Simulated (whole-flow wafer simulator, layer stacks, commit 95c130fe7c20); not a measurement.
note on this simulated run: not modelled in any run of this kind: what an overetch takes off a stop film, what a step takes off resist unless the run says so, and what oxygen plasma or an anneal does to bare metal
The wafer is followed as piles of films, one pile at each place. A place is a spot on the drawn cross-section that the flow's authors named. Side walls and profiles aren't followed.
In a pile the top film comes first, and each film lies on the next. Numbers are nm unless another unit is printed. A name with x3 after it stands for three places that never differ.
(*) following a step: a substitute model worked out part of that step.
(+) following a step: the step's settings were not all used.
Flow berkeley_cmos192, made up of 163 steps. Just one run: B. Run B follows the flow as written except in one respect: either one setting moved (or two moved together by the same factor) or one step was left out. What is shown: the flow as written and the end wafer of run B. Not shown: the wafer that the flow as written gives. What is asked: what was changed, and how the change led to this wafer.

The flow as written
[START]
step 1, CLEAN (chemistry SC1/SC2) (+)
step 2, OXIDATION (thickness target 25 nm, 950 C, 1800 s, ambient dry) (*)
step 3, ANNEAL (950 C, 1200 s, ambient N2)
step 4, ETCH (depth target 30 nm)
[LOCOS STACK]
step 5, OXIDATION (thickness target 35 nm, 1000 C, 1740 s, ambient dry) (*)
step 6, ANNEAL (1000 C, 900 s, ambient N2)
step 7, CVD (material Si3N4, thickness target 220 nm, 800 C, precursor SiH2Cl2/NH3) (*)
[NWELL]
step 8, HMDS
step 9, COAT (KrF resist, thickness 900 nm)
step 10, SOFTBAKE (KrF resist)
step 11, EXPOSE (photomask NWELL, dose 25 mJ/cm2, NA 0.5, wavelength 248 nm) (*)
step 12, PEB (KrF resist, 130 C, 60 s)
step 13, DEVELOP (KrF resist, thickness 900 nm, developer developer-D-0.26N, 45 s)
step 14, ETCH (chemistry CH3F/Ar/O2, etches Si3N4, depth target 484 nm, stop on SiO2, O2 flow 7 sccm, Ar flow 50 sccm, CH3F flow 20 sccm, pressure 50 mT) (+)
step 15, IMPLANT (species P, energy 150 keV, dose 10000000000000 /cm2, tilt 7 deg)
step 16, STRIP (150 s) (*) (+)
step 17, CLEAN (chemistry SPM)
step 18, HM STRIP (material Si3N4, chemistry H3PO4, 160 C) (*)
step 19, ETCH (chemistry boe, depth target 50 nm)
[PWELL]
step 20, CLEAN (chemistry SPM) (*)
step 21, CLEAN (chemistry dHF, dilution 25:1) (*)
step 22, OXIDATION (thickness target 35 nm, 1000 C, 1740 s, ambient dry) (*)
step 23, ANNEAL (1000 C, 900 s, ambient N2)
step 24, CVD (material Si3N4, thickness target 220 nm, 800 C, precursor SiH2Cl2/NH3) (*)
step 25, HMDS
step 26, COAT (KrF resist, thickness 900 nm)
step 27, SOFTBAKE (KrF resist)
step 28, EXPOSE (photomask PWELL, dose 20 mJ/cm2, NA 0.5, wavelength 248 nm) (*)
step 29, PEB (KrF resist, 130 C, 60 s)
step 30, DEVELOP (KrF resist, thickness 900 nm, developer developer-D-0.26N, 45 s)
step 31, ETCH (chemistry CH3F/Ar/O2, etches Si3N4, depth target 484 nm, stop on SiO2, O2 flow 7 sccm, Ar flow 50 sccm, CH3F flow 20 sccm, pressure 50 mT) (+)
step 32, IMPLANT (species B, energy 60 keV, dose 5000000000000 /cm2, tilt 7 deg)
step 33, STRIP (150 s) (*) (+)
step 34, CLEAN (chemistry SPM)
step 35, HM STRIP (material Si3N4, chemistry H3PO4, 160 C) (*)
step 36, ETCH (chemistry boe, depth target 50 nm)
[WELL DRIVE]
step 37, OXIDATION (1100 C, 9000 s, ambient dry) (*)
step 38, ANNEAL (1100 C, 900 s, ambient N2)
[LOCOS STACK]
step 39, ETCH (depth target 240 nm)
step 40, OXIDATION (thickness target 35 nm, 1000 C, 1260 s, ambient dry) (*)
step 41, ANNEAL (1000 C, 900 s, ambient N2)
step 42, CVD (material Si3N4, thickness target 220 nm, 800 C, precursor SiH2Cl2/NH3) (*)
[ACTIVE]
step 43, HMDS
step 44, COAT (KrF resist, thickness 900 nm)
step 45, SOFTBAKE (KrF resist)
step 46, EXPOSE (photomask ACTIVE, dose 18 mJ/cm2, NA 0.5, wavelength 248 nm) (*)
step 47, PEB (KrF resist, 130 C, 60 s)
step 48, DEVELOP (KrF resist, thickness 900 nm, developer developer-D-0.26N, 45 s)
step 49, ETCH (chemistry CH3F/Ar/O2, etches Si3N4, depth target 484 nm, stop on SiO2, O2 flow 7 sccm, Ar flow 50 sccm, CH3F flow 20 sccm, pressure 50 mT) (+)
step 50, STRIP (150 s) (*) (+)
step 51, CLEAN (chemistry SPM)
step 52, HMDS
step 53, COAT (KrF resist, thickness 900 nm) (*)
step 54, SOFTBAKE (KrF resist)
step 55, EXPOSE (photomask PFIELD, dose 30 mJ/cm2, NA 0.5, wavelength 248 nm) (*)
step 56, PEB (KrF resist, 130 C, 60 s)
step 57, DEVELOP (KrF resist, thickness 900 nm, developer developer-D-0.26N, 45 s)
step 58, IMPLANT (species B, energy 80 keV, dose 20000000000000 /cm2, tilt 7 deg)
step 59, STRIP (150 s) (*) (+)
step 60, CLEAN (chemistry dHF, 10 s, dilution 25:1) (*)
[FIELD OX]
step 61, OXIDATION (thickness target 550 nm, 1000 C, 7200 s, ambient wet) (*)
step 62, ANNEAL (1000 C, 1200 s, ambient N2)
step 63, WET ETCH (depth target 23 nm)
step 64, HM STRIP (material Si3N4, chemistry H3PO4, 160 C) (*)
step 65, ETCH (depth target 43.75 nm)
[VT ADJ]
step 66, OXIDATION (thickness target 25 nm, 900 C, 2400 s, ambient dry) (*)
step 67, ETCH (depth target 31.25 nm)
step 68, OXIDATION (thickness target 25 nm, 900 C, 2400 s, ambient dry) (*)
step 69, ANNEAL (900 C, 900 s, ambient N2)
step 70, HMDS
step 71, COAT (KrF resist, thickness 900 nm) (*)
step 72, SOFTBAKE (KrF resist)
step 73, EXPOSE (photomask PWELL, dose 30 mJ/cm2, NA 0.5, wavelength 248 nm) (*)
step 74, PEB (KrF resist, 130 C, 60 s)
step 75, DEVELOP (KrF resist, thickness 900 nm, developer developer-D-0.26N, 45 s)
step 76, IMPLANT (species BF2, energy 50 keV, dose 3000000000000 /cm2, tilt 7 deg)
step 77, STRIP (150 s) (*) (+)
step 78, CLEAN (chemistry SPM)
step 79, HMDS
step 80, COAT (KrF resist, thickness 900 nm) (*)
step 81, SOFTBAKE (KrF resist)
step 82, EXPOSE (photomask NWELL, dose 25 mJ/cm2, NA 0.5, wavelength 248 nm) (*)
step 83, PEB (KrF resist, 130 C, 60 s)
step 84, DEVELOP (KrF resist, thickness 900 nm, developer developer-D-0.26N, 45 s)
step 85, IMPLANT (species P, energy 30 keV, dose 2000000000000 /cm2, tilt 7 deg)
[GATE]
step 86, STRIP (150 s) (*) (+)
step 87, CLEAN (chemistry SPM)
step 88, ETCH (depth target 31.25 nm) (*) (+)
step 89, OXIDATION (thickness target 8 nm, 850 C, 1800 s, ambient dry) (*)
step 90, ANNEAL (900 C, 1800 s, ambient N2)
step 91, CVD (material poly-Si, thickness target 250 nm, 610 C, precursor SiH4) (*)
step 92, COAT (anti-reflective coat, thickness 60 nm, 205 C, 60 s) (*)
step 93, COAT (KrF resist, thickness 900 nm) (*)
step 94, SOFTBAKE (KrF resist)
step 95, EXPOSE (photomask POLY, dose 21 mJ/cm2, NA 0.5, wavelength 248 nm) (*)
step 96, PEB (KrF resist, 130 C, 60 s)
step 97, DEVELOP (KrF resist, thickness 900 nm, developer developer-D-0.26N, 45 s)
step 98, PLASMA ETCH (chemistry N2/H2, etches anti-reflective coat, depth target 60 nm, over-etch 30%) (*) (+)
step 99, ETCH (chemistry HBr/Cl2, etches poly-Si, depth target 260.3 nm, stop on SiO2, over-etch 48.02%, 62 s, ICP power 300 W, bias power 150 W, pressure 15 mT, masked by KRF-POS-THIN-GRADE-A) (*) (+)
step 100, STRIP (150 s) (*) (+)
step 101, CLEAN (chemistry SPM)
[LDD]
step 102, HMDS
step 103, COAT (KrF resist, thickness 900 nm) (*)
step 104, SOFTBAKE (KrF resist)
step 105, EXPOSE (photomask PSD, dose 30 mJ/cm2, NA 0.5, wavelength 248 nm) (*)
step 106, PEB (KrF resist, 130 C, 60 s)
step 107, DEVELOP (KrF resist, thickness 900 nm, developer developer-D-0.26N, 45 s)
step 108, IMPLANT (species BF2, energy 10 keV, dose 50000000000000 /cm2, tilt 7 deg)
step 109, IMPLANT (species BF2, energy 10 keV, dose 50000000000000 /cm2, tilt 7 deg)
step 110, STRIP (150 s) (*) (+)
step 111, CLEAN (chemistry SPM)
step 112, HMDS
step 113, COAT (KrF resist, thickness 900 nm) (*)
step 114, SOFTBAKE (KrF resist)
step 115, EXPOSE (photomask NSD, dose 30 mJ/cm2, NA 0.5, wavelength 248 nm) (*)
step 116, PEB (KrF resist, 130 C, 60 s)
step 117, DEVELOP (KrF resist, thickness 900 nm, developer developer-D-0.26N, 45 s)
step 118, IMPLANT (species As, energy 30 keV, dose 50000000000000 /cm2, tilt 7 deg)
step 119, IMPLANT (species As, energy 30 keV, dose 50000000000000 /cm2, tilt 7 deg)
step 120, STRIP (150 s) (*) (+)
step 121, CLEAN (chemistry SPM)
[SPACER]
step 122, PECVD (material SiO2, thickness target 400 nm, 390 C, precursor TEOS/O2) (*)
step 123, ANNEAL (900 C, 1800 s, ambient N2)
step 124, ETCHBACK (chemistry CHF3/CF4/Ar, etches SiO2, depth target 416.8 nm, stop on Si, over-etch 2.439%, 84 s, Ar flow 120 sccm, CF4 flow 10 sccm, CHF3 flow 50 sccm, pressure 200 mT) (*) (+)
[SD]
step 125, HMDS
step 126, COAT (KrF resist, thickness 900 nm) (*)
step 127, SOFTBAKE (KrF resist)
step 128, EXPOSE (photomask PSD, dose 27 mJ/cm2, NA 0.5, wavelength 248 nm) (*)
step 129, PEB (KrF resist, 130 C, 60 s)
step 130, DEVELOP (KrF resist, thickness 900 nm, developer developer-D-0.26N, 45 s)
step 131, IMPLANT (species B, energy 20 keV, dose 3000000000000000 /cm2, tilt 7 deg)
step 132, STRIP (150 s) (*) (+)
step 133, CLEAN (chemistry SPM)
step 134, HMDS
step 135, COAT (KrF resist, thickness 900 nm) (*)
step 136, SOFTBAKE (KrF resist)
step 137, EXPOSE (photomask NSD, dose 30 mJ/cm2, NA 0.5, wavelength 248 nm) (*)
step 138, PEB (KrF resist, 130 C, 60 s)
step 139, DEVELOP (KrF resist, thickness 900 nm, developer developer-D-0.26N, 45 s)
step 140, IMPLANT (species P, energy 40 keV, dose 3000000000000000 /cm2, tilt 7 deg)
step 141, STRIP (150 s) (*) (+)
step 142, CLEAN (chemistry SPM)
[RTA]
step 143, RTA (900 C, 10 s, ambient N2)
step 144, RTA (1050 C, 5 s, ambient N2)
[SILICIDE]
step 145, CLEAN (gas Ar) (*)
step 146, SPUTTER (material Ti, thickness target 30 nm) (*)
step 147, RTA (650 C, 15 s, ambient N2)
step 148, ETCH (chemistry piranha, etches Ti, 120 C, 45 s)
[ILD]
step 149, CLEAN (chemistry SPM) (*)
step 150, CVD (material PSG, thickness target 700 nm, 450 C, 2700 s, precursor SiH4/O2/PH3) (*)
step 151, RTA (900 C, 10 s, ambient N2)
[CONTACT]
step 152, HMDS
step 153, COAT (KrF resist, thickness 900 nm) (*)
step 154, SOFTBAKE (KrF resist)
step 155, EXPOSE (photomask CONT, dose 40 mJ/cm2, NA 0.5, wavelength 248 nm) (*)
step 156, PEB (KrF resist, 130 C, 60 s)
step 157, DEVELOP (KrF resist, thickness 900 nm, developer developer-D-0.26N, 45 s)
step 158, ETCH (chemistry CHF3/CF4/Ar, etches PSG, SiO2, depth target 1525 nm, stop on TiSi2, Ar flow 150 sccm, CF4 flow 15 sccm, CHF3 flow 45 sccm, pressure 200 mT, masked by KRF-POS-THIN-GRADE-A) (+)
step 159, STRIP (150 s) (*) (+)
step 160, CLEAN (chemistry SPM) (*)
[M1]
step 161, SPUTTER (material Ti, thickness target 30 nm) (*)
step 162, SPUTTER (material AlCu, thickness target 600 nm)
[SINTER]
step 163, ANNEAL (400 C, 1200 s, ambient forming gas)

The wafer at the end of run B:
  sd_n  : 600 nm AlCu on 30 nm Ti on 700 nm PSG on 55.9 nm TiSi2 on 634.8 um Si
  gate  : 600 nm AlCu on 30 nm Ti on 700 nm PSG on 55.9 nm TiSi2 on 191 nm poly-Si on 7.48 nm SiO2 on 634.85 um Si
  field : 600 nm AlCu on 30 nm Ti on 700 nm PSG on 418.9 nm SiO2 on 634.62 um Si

Cause: step 65, ETCH: depth target 19.69 nm was run, whereas the flow has depth target 43.75 nm.

How this came from the change, step by step:
  step 65, ETCH (depth target 43.75 nm)
      sd_n, spacer_n, gate, sd_p, spacer_p, gate_p, contact, m1: SiO2 loses 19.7 (as written it would have been: SiO2 loses 24.6 (all of it))
      field: SiO2 loses 19.7 (as written it would have been: SiO2 loses 43.8)
  step 66, OXIDATION (thickness target 25 nm, 900 C, 2400 s, ambient dry) (*)
      sd_n, spacer_n, gate, sd_p, spacer_p, gate_p, contact, m1: SiO2 gains 12.9, Si loses 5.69 (as written it would have been: SiO2 gains 14.9 (new film), Si loses 6.57)
  step 67, ETCH (depth target 31.25 nm)
      spacer_n, spacer_p, gate_p, contact, m1: SiO2 loses 17.8 (all of it) (as written it would have been: SiO2 loses 14.9 (all of it))
      sd_n, gate, sd_p: SiO2 loses 17.9 (all of it) (as written it would have been: SiO2 loses 14.9 (all of it))
  step 92, COAT (anti-reflective coat, thickness 60 nm, 205 C, 60 s) (*)
      sd_n: anti-reflective coat gains 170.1 (new film) (as written it would have been: anti-reflective coat gains 152.4 (new film))
      spacer_n: anti-reflective coat gains 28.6 (new film) (as written it would have been: anti-reflective coat gains 33.8 (new film))
      (and at 6 other places as well)
  step 98, PLASMA ETCH (chemistry N2/H2, etches anti-reflective coat, depth target 60 nm, over-etch 30%) (*) (+)
      field: anti-reflective coat loses 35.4 (all of it), poly-Si loses 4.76 (as written it would have been: anti-reflective coat loses 35.3 (all of it), poly-Si loses 4.18)
      sd_n: anti-reflective coat loses 170.1 (all of it), poly-Si loses 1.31 (as written it would have been: anti-reflective coat loses 152.4 (all of it), poly-Si loses 1.17)
      (and at 5 other places as well)
  step 100, STRIP (150 s) (*) (+)
      gate: chemical SiO2 gains 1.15 (new film), KrF resist loses 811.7 (all of it), anti-reflective coat loses 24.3 (all of it), poly-Si loses 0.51 (as written it would have been: chemical SiO2 gains 1.15 (new film), KrF resist loses 791.8 (all of it), anti-reflective coat loses 30 (all of it), poly-Si loses 0.51)
      gate_p: chemical SiO2 gains 1.15 (new film), KrF resist loses 777.6 (all of it), anti-reflective coat loses 27.3 (all of it), poly-Si loses 0.51 (as written it would have been: chemical SiO2 gains 1.15 (new film), KrF resist loses 765.1 (all of it), anti-reflective coat loses 31 (all of it), poly-Si loses 0.51)
  step 147, RTA (650 C, 15 s, ambient N2)
      sd_p: Ti loses 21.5, TiSi first gains 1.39 (new film), TiSi2 C49 gains 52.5 (new film), Si loses 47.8 (as written it would have been: Ti loses 21.9, TiSi first gains 2.35 (new film), TiSi2 C49 gains 52.1 (new film), Si loses 48.1)
  step 151, RTA (900 C, 10 s, ambient N2)
      sd_p: under 1 film: TiSi2 gains 51.3 (new film), TiSi first loses 1.28 (all of it), TiSi2 C49 loses 52.5 (all of it), Si loses 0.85 (as written it would have been: under 1 film: TiSi2 gains 52.2 (new film), TiSi first loses 2.25 (all of it), TiSi2 C49 loses 52.1 (all of it), Si loses 1.5)
  step 162, SPUTTER (material AlCu, thickness target 600 nm)
      sd_p: AlCu gains 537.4 (new film) (as written it would have been: AlCu gains 551.2 (new film))
